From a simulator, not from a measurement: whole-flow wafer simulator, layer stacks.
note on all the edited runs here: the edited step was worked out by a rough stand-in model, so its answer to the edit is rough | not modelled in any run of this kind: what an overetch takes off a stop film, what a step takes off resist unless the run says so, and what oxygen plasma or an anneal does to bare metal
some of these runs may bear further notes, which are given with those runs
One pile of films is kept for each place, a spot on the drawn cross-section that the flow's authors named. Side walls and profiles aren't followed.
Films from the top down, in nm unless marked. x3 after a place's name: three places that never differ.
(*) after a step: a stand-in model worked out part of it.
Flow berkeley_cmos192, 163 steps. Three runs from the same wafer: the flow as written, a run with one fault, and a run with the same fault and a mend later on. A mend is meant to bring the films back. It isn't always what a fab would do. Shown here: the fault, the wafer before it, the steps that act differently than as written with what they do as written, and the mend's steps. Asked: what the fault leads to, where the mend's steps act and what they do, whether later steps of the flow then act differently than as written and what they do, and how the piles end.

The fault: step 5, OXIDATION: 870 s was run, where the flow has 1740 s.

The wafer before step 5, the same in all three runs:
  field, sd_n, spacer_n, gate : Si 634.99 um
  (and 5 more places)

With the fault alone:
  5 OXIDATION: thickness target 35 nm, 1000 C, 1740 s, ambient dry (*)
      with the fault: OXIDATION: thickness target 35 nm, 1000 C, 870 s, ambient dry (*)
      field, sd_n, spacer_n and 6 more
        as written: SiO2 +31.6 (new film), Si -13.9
        with the fault: SiO2 +21.8 (new film), Si -9.6
  Later steps of the flow that act differently than as written:
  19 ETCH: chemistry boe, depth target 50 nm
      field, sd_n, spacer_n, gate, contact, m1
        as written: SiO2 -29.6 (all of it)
        with the fault: SiO2 -19.8 (all of it)
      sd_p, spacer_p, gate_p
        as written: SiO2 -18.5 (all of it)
        with the fault: SiO2 -8.73 (all of it)
  At the end the piles differ from the flow's only slightly at the places that both follow, by at most 2% or 0.5 nm, whichever is larger.

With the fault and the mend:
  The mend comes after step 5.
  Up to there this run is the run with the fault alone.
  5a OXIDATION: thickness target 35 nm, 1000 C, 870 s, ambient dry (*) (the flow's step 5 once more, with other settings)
      field, sd_n, spacer_n and 6 more
        SiO2 +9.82, Si -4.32
  No later step of the flow acts differently than as written at any place that is followed.
  At the end the piles are the same as the flow's at every place that both follow.
